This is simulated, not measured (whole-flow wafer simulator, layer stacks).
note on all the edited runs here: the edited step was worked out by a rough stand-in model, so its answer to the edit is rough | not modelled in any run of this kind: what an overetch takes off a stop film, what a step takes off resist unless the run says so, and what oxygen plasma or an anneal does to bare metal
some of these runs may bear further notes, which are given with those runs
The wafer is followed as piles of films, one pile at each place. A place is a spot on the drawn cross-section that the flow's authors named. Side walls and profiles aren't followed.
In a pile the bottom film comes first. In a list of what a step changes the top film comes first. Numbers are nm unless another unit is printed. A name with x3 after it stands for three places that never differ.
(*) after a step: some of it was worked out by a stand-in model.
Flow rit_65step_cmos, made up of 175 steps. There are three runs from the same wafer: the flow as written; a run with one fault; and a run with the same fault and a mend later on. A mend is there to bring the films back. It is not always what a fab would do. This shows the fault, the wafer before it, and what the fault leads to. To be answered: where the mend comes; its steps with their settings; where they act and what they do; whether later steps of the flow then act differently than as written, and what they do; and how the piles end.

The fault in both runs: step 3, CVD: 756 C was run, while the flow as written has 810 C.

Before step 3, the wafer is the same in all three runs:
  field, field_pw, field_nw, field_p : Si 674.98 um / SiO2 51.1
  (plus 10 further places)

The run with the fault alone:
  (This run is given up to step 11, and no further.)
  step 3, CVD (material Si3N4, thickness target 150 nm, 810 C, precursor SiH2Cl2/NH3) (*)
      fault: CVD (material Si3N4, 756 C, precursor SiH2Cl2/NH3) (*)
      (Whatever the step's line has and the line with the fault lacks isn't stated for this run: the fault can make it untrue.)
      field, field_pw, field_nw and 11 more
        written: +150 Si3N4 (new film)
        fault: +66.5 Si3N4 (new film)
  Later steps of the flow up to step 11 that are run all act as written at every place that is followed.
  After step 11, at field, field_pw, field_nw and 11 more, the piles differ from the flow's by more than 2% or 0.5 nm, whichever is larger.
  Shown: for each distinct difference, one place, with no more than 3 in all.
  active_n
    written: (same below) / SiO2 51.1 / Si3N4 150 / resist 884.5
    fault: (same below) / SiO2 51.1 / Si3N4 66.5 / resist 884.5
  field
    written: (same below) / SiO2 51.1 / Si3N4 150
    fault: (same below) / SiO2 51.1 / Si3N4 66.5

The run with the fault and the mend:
  The mend stands after step 11.
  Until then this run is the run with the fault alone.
  step 11a, STRIP (resist, chemistry O2, 180 s) (*)
      active_n, active_p, gate_n and 7 more
        -884.5 resist (all of it)
  step 11b, CLEAN (chemistry SC2, 75 C, 600 s)
      does not change any film at any place that is followed
  step 11c, CVD (material Si3N4, thickness target 83 nm, 810 C, 835 s, precursor SiH2Cl2/NH3) (*) (a further turn of the flow's step 3, with different settings)
      field, field_pw, field_nw and 11 more
        +83 Si3N4
  step 11d, HMDS (140 C, 60 s) (a further turn of the flow's step 5)
      does not change any film at any place that is followed
  step 11e, COAT (resist, thickness 1000 nm) (a further turn of the flow's step 6)
      field, field_pw, field_nw and 11 more
        +1000 resist (new film)
  step 11f, SOFTBAKE (resist, 90 C, 60 s) (a further turn of the flow's step 7)
      does not change any film at any place that is followed
  step 11g, EXPOSE (photomask M1, dose 225 mJ/cm2, NA 0.6, wavelength 365 nm) (a further turn of the flow's step 8)
      does not change any film at any place that is followed
  step 11h, PEB (resist, 110 C, 60 s) (a further turn of the flow's step 9)
      field, field_pw, field_nw and 11 more
        -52 resist
  step 11i, DEVELOP (resist, thickness 1000 nm, 50 s) (a further turn of the flow's step 10)
      field, field_pw, field_nw, field_p
        -948 resist (all of it)
  step 11j, HARDBAKE (resist, 140 C, 60 s) (a further turn of the flow's step 11)
      active_n, active_p, gate_n and 7 more
        -63.5 resist
  Later steps of the flow that are run all act as written at every place that is followed, up to a difference of at most 2% or 0.5 nm, whichever is larger.
  The piles end only slightly different from the flow's at the places that both follow, by no more than 2% or 0.5 nm, whichever is larger.
